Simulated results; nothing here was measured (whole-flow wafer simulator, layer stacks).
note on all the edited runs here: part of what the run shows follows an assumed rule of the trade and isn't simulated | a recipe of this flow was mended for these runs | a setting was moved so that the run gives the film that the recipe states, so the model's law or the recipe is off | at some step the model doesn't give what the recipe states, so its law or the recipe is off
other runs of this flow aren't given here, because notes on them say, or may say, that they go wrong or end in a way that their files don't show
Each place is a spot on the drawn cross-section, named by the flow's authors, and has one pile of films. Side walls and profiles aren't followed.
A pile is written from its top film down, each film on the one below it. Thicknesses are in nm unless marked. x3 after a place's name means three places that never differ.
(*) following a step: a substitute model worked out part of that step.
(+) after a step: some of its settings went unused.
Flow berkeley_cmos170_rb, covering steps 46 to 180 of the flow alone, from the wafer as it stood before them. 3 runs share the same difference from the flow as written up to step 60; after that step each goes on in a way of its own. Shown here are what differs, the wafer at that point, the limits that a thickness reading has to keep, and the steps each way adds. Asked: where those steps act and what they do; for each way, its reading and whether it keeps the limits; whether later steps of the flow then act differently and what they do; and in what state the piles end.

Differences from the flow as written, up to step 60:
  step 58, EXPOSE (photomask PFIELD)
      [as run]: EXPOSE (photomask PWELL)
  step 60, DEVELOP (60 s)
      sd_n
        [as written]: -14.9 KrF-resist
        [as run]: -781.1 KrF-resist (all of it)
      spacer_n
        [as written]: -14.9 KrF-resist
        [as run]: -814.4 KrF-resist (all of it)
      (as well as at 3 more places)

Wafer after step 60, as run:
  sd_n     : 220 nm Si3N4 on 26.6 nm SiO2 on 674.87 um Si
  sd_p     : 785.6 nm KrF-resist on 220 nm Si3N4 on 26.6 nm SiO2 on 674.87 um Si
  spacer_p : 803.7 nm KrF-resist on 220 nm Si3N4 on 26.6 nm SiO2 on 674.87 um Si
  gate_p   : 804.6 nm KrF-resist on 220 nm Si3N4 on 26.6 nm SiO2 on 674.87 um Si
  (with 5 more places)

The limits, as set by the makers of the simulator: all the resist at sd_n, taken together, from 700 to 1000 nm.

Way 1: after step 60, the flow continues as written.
  Reading after step 60: 0 nm, not within the limits.
  Later steps of the flow acting differently than as written (2 more steps, not shown, differ only slightly: by at most 2% or 0.5 nm, whichever is larger):
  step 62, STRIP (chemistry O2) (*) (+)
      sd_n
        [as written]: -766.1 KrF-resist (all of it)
        [this way]: nothing
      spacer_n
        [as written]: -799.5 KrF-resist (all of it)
        [this way]: nothing
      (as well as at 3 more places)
  By the end, the piles equal the flow's at every place that both follow.

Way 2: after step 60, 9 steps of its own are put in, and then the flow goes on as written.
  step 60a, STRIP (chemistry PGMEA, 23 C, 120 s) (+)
      sd_p
        -785.6 KrF-resist (all of it)
      spacer_p
        -803.7 KrF-resist (all of it)
      gate_p
        -804.6 KrF-resist (all of it)
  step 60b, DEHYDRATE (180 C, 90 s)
      alters no film at any place that is followed
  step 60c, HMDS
      alters no film at any place that is followed
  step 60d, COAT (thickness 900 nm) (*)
      field
        +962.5 KrF-resist (new film)
      sd_n
        +782.7 KrF-resist (new film)
      spacer_n
        +816.2 KrF-resist (new film)
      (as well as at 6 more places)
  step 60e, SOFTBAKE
      alters no film at any place that is followed
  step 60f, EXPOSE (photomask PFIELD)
      alters no film at any place that is followed
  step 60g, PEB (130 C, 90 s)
      gate, spacer_p, gate_p
        -1.79 KrF-resist
      sd_n, m1
        -1.7 KrF-resist
      field
        -2.17 KrF-resist
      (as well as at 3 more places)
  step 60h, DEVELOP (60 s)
      sd_n, spacer_n, gate, sd_p, spacer_p, gate_p, contact, m1
        -14.9 KrF-resist
      field
        -960.3 KrF-resist (all of it)
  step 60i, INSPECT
      alters no film at any place that is followed
  Reading after step 60i: 766.1 nm, inside the limits.
  Later steps of the flow that are run all act as written at every place that is followed, up to a difference of at most 2% or 0.5 nm, whichever is larger.
  By the end, the piles equal the flow's at every place that both follow.

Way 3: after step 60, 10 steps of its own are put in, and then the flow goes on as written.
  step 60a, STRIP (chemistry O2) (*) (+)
      sd_p
        -785.6 KrF-resist (all of it)
      spacer_p
        -803.7 KrF-resist (all of it)
      gate_p
        -804.6 KrF-resist (all of it)
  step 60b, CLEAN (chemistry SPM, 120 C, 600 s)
      alters no film at any place that is followed
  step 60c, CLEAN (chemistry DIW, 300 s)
      alters no film at any place that is followed
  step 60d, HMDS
      alters no film at any place that is followed
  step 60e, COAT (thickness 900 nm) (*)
      field
        +962.5 KrF-resist (new film)
      sd_n
        +782.7 KrF-resist (new film)
      spacer_n
        +816.2 KrF-resist (new film)
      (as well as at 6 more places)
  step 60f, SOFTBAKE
      alters no film at any place that is followed
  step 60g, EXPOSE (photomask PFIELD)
      alters no film at any place that is followed
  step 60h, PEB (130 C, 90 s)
      gate, spacer_p, gate_p
        -1.79 KrF-resist
      sd_n, m1
        -1.7 KrF-resist
      field
        -2.17 KrF-resist
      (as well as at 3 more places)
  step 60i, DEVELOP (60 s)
      sd_n, spacer_n, gate, sd_p, spacer_p, gate_p, contact, m1
        -14.9 KrF-resist
      field
        -960.3 KrF-resist (all of it)
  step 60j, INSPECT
      alters no film at any place that is followed
  Reading after step 60j: 766.1 nm, inside the limits.
  Later steps of the flow that are run all act as written at every place that is followed, up to a difference of at most 2% or 0.5 nm, whichever is larger.
  By the end, the piles equal the flow's at every place that both follow.

Keeping within the limits: way 2, way 3. Outside them: way 1.
